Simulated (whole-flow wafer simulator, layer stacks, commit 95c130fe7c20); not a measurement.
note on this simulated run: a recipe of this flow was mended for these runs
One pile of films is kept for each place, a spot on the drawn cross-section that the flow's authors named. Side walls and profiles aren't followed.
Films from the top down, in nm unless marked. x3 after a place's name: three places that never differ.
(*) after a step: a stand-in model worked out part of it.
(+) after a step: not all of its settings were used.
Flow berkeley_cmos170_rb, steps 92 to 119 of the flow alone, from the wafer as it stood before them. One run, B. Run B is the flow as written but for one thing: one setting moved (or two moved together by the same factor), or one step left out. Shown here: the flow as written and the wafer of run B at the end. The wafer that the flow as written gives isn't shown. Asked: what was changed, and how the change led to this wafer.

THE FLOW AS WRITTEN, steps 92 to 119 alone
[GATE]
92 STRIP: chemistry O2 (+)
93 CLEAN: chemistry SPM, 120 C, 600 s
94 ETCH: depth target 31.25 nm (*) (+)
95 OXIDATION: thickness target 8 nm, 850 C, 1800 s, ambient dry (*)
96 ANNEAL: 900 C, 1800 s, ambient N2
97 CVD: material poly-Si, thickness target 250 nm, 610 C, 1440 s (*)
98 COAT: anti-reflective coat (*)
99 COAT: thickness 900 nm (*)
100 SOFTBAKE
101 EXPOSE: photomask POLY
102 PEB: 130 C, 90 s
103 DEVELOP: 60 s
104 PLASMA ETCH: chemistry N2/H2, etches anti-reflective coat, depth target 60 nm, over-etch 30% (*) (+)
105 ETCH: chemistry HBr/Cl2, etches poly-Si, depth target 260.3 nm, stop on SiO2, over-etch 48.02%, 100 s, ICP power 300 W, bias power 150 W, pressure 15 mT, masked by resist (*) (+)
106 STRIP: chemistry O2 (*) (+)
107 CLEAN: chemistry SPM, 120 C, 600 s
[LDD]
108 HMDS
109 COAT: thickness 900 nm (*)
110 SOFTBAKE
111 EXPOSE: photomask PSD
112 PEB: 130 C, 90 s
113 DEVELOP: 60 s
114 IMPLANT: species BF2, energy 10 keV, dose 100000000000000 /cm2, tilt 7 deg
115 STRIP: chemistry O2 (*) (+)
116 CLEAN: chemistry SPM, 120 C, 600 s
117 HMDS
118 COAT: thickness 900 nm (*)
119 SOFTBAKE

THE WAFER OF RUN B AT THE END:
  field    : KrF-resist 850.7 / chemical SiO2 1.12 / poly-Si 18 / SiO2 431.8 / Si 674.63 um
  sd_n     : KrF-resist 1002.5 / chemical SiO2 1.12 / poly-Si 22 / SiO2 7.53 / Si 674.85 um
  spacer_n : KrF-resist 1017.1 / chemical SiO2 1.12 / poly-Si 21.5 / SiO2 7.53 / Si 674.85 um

The cause: step 97, CVD: thickness target 409 nm was run, where the flow has thickness target 250 nm; step 97, CVD: 2358 s was run, where the flow has 1440 s.

How the change led to this, step by step:
  97 CVD: material poly-Si, thickness target 250 nm, 610 C, 1440 s (*)
      field, sd_n, spacer_n and 6 more: poly-Si +409 (new film) (as written it would be: poly-Si +250 (new film))
  98 COAT: anti-reflective coat (*)
      sd_n: anti-reflective coat +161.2 (new film) (as written it would be: anti-reflective coat +154.3 (new film))
      contact: anti-reflective coat +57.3 (new film) (as written it would be: anti-reflective coat +53.8 (new film))
  104 PLASMA ETCH: chemistry N2/H2, etches anti-reflective coat, depth target 60 nm, over-etch 30% (*) (+)
      gate, gate_p: KrF-resist -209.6 (as written it would be: KrF-resist -200.6)
      sd_n: anti-reflective coat -161.2 (all of it), poly-Si -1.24 (as written it would be: anti-reflective coat -154.3 (all of it), poly-Si -1.19)
      (and at 1 more place)
  105 ETCH: chemistry HBr/Cl2, etches poly-Si, depth target 260.3 nm, stop on SiO2, over-etch 48.02%, 100 s, ICP power 300 W, bias power 150 W, pressure 15 mT, masked by resist (*) (+)
      spacer_n, spacer_p: poly-Si -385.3 (as written it would be: poly-Si -248.5 (all of it), SiO2 -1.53)
      field: poly-Si -385.3 (as written it would be: poly-Si -245 (all of it), SiO2 -1.8)
      (and at 4 more places)
  106 STRIP: chemistry O2 (*) (+)
      field, sd_n, spacer_n, sd_p, spacer_p, contact, m1: chemical SiO2 +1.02 (new film), poly-Si -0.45 (as written it would be: nothing)
  109 COAT: thickness 900 nm (*)
      gate: KrF-resist +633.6 (new film) (as written it would be: KrF-resist +749.5 (new film))
      gate_p: KrF-resist +629.3 (new film) (as written it would be: KrF-resist +745.7 (new film))
  113 DEVELOP: 60 s
      gate_p: KrF-resist -628 (all of it) (as written it would be: KrF-resist -744.1 (all of it))
  115 STRIP: chemistry O2 (*) (+)
      gate: KrF-resist -617.4 (all of it), chemical SiO2 +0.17 (as written it would be: KrF-resist -733 (all of it), chemical SiO2 +0.17)
  118 COAT: thickness 900 nm (*)
      gate: KrF-resist +633.6 (new film) (as written it would be: KrF-resist +748.7 (new film))
      gate_p: KrF-resist +629.3 (new film) (as written it would be: KrF-resist +744.7 (new film))
